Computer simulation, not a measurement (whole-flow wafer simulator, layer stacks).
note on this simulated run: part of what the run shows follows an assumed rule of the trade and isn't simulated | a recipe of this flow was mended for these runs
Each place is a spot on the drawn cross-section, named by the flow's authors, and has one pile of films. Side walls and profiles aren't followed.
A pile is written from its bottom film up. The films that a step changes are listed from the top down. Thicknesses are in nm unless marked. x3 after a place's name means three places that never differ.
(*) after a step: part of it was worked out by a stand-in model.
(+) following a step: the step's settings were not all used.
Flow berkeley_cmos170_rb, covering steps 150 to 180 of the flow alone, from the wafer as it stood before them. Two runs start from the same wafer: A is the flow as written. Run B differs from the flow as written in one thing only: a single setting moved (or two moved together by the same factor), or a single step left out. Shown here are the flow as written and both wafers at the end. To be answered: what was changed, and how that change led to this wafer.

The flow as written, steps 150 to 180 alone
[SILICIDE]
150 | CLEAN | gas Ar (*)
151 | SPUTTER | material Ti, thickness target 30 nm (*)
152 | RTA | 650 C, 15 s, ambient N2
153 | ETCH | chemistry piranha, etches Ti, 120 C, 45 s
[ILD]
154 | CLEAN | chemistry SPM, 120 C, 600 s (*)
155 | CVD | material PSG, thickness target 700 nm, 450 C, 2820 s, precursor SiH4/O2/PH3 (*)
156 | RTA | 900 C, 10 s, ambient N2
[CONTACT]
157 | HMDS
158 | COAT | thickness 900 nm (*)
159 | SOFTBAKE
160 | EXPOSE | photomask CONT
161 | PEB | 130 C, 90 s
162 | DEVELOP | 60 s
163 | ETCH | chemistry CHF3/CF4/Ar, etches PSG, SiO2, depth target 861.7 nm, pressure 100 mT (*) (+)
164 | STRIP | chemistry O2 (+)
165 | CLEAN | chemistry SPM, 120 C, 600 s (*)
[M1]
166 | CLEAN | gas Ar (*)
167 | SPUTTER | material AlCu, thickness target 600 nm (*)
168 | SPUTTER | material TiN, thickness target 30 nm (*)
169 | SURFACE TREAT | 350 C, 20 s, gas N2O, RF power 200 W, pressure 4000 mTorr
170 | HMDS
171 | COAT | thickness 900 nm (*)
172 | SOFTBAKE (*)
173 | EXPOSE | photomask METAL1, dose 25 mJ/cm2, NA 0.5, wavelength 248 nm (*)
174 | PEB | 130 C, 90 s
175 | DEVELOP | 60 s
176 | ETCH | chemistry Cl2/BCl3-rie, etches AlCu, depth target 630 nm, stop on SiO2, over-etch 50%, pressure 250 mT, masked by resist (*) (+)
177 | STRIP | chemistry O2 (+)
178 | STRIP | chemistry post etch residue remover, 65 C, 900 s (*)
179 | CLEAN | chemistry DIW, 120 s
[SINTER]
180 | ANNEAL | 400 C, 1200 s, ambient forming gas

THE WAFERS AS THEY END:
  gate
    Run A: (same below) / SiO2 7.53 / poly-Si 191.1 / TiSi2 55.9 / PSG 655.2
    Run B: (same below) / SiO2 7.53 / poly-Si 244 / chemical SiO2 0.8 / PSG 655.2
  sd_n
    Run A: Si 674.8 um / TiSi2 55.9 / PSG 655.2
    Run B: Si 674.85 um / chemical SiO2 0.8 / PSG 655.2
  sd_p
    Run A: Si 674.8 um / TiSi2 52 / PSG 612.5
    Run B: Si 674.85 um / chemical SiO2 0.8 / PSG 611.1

The reason: step 152, RTA: 650 C, 15 s, ambient N2, was omitted.

The path from the change to this, step by step:
  153 | ETCH | chemistry piranha, etches Ti, 120 C, 45 s
      sd_n, gate, gate_p, contact, m1: A Ti loses 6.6 (all of it), TiSi first loses 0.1 | B Ti loses 30 (all of it)
      sd_p: A Ti loses 6.14 (all of it), TiSi first loses 0.1 | B Ti loses 27.9 (all of it)
  154 | CLEAN | chemistry SPM, 120 C, 600 s (*)
      sd_n, sd_p, contact, m1: A nothing | B chemical SiO2 gains 0.8 (new film), Si loses 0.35
      gate, gate_p: A nothing | B chemical SiO2 gains 0.8 (new film), poly-Si loses 0.35
  156 | RTA | 900 C, 10 s, ambient N2
      sd_n, contact, m1: A under 1 film: TiSi2 gains 55.9 (new film), TiSi first loses 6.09 (all of it), TiSi2 C49 loses 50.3 (all of it), Si loses 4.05 | B nothing
      gate, gate_p: A under 1 film: TiSi2 gains 55.9 (new film), TiSi first loses 6.09 (all of it), TiSi2 C49 loses 50.3 (all of it), poly-Si loses 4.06 | B nothing
      (as well as at 1 more place)
  163 | ETCH | chemistry CHF3/CF4/Ar, etches PSG, SiO2, depth target 861.7 nm, pressure 100 mT (*) (+)
      contact: A PSG loses 700 (all of it), TiSi2 loses 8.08 | B PSG loses 700 (all of it), chemical SiO2 loses 0.8 (all of it), Si loses 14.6
  164 | STRIP | chemistry O2 (+)
      contact: A nothing | B chemical SiO2 gains 1.05 (new film), Si loses 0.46
  166 | CLEAN | gas Ar (*)
      contact: A TiSi2 loses 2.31 | B chemical SiO2 loses 1.05 (all of it)
